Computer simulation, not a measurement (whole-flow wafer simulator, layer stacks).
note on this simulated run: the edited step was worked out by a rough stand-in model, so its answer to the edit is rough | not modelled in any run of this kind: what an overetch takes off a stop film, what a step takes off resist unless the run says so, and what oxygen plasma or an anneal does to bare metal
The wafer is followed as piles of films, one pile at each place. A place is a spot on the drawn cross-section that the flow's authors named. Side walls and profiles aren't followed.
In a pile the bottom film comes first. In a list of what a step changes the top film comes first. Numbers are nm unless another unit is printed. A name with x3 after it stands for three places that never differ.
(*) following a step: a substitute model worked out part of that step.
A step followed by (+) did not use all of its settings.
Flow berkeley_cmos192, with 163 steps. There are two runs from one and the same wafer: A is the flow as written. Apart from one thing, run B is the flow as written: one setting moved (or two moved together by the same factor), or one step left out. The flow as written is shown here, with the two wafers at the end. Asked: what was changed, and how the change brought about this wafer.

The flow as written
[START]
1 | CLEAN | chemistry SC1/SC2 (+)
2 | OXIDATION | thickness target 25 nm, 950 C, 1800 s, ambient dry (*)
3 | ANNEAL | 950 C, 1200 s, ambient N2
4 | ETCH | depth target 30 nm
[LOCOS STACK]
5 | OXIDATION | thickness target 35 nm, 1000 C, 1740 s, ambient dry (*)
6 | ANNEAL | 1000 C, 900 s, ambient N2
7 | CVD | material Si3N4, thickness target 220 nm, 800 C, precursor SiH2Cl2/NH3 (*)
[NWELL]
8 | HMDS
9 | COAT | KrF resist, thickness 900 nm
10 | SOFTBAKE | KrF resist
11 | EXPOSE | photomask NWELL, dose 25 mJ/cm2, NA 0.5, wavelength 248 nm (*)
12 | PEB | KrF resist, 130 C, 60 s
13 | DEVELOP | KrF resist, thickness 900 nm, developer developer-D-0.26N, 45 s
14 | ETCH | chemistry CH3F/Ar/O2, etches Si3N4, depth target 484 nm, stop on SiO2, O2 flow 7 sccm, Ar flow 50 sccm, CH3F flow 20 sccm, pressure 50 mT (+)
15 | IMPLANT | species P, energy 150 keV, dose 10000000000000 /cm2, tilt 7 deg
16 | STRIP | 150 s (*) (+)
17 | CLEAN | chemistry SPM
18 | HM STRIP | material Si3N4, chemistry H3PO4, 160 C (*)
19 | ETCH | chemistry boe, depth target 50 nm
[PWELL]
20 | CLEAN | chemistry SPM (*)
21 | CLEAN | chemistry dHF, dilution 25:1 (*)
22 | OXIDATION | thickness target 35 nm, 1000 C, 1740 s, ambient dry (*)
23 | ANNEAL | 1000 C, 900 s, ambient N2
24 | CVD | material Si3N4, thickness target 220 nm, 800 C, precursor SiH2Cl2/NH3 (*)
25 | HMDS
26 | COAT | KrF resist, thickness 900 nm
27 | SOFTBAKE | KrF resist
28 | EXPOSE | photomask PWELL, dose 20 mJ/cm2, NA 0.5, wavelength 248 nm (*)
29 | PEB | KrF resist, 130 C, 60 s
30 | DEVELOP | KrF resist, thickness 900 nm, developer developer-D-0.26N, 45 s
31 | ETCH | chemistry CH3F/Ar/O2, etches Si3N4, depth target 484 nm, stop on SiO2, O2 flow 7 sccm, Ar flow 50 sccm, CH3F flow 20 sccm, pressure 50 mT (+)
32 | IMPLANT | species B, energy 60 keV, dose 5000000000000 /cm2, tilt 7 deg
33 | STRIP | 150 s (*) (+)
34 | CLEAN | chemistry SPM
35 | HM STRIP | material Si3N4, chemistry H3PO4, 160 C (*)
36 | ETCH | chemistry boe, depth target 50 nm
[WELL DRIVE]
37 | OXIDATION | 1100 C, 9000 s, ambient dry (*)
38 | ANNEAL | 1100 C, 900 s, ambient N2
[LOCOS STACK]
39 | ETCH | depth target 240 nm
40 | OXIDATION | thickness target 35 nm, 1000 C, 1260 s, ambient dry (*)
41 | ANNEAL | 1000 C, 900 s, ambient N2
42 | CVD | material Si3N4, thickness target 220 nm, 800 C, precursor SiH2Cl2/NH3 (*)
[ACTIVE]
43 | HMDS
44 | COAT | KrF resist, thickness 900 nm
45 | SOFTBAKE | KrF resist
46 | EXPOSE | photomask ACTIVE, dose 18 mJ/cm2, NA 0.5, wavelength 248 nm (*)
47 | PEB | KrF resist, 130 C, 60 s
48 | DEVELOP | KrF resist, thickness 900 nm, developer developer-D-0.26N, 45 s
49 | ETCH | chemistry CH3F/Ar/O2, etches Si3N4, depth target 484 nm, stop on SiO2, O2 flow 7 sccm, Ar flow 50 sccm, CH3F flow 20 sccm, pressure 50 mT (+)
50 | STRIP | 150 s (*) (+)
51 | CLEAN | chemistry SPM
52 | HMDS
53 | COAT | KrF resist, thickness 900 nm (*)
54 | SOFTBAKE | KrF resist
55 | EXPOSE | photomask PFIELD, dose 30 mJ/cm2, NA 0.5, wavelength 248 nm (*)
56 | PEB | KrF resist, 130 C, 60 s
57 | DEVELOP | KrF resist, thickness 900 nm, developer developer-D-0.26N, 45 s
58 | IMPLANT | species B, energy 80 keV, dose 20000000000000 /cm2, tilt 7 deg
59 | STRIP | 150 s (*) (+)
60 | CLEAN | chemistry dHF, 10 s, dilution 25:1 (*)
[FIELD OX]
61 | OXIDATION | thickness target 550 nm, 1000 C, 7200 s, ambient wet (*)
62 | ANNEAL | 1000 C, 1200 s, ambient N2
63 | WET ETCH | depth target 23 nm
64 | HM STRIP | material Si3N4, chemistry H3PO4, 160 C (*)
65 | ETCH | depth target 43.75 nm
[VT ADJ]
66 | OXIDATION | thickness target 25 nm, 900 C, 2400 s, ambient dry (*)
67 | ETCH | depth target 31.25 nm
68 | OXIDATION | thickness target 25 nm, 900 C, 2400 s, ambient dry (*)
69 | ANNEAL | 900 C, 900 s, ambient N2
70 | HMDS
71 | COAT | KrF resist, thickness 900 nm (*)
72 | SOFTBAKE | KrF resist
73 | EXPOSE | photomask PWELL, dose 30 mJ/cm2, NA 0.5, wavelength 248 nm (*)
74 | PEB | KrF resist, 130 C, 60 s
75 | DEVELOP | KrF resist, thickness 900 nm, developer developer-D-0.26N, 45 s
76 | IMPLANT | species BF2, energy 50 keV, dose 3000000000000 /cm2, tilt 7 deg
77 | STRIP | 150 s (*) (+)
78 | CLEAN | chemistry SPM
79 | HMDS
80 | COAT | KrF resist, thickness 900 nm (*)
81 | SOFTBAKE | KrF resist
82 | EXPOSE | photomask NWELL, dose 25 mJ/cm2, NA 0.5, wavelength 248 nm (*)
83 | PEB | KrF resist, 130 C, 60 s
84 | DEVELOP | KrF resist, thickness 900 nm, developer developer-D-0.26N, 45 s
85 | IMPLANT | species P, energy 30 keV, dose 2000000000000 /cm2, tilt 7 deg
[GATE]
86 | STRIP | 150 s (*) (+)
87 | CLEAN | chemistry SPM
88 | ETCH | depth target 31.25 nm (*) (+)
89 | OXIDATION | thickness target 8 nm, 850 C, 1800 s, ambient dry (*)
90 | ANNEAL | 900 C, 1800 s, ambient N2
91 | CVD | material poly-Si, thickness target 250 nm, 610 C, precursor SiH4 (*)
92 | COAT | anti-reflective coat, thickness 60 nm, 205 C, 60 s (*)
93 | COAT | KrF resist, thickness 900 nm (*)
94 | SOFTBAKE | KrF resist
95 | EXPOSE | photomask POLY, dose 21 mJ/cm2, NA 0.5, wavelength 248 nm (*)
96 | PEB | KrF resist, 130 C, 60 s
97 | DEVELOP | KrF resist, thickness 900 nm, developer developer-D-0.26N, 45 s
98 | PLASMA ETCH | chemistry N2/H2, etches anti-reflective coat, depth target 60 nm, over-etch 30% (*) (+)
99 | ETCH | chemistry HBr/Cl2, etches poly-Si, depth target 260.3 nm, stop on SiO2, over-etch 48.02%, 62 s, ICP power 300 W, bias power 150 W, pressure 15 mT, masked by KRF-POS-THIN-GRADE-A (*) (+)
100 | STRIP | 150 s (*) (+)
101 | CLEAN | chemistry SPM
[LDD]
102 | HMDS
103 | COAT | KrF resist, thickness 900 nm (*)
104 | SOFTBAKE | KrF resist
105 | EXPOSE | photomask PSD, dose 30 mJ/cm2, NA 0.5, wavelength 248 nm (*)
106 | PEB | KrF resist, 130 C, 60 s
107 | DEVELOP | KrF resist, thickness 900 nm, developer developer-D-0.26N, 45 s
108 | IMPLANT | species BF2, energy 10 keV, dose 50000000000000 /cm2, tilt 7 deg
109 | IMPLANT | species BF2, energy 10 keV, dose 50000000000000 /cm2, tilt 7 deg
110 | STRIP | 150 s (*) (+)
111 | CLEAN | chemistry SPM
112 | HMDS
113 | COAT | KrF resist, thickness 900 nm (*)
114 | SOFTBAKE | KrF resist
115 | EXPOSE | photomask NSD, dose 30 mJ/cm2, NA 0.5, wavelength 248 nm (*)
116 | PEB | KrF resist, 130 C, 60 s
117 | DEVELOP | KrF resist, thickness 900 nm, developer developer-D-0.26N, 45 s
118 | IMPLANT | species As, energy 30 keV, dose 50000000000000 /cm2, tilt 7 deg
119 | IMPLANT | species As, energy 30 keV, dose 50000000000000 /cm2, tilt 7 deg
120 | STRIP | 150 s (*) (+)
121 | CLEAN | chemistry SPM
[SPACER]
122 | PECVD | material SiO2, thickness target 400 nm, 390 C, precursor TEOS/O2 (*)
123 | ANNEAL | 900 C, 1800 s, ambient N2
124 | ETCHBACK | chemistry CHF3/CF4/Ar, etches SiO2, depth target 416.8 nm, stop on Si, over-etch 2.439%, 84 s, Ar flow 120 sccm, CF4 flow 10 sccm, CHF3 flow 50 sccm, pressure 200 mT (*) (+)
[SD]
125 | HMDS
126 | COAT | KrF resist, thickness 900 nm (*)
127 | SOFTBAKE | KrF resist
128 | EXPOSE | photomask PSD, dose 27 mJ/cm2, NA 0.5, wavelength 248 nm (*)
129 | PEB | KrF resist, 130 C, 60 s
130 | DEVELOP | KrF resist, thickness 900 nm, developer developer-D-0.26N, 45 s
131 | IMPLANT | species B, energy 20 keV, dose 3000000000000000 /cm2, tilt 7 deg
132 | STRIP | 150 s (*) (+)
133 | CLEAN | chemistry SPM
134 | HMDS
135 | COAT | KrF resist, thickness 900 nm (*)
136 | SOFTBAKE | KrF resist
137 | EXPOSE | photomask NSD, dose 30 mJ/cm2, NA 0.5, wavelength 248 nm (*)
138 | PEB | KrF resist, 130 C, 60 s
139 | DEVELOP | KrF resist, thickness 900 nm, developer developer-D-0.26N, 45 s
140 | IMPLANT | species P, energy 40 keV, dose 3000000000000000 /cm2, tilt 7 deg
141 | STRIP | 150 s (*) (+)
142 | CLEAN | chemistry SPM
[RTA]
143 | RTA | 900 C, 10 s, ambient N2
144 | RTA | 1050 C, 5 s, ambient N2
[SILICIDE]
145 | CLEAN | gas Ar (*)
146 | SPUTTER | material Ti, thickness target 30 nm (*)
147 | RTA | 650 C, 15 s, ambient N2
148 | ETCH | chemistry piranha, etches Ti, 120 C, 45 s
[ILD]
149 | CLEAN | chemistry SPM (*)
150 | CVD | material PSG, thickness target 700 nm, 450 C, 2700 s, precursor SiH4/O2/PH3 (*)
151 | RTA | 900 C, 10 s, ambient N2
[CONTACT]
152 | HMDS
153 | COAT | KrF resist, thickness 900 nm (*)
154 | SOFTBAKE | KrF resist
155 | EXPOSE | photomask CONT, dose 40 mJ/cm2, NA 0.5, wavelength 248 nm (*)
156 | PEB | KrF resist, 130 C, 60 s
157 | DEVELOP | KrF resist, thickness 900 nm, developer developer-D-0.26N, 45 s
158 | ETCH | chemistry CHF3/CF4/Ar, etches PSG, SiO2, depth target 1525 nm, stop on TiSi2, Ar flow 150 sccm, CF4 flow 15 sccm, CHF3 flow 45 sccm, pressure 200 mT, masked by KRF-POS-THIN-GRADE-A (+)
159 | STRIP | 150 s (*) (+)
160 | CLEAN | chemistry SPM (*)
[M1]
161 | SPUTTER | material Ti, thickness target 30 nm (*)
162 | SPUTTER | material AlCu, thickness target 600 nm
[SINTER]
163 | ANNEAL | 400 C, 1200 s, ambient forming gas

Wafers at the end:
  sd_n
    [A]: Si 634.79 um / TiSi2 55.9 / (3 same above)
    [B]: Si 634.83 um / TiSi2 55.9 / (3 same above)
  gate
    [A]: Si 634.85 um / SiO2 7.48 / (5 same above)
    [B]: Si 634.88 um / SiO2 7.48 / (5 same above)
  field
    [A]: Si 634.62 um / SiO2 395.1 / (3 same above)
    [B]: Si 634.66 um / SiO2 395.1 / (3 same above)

The reason: step 37, OXIDATION: 4050 s was run, while the flow as written has 9000 s.

The path from the change to this, step by step:
  37 | OXIDATION | 1100 C, 9000 s, ambient dry (*)
      field, sd_n, spacer_n and 6 more: A +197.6 SiO2 (new film), -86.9 Si | B +120.9 SiO2 (new film), -53.2 Si
  39 | ETCH | depth target 240 nm
      field, sd_n, spacer_n and 6 more: A -197.6 SiO2 (all of it) | B -120.9 SiO2 (all of it)
